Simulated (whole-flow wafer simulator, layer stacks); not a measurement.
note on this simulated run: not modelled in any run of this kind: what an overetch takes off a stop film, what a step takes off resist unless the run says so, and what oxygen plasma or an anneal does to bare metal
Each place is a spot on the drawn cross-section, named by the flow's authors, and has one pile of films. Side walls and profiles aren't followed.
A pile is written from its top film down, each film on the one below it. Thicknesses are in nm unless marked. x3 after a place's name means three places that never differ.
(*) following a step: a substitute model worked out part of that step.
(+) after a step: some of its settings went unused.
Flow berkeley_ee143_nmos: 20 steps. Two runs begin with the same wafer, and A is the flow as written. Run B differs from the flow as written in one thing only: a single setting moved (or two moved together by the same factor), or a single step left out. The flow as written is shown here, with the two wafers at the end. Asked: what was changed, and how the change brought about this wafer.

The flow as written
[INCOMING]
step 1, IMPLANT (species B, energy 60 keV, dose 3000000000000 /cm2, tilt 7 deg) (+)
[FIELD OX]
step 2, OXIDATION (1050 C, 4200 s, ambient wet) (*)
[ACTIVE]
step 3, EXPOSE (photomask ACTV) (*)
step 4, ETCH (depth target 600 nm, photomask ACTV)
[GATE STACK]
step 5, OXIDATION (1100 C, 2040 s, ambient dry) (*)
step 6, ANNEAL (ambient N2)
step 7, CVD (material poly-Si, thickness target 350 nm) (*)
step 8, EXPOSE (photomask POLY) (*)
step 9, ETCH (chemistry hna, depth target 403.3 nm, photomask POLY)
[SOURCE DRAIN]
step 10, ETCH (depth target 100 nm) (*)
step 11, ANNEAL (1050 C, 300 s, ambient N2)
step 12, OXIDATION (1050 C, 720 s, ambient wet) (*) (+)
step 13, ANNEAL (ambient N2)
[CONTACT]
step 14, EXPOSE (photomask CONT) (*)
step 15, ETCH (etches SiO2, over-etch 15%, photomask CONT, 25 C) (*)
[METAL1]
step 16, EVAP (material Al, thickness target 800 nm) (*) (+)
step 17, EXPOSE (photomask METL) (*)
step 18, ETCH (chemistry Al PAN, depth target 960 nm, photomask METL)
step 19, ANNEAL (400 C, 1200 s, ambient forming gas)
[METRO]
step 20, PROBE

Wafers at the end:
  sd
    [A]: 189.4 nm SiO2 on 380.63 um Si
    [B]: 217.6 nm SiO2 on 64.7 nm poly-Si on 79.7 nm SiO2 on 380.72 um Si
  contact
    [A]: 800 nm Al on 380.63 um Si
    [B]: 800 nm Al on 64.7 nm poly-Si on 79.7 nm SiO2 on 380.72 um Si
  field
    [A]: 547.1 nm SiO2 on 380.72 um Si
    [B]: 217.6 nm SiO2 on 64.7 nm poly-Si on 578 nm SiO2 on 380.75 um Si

The reason: step 9, ETCH: depth target 189.6 nm was run, while the flow as written has depth target 403.3 nm.

The path from the change to this, step by step:
  step 9, ETCH (chemistry hna, depth target 403.3 nm, photomask POLY)
      sd, contact, field: A poly-Si loses 350 (all of it) | B poly-Si loses 189.6
  step 10, ETCH (depth target 100 nm) (*)
      sd, contact: A SiO2 loses 79.7 (all of it) | B nothing
      field: A SiO2 loses 100 | B nothing
  step 12, OXIDATION (1050 C, 720 s, ambient wet) (*) (+)
      sd, contact: A SiO2 gains 189.4 (new film), Si loses 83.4 | B SiO2 gains 217.6 (new film), poly-Si loses 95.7
      field: A SiO2 gains 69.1, Si loses 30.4 | B SiO2 gains 217.6 (new film), poly-Si loses 95.7
  step 15, ETCH (etches SiO2, over-etch 15%, photomask CONT, 25 C) (*)
      contact: A SiO2 loses 189.4 (all of it) | B SiO2 loses 217.6 (all of it)
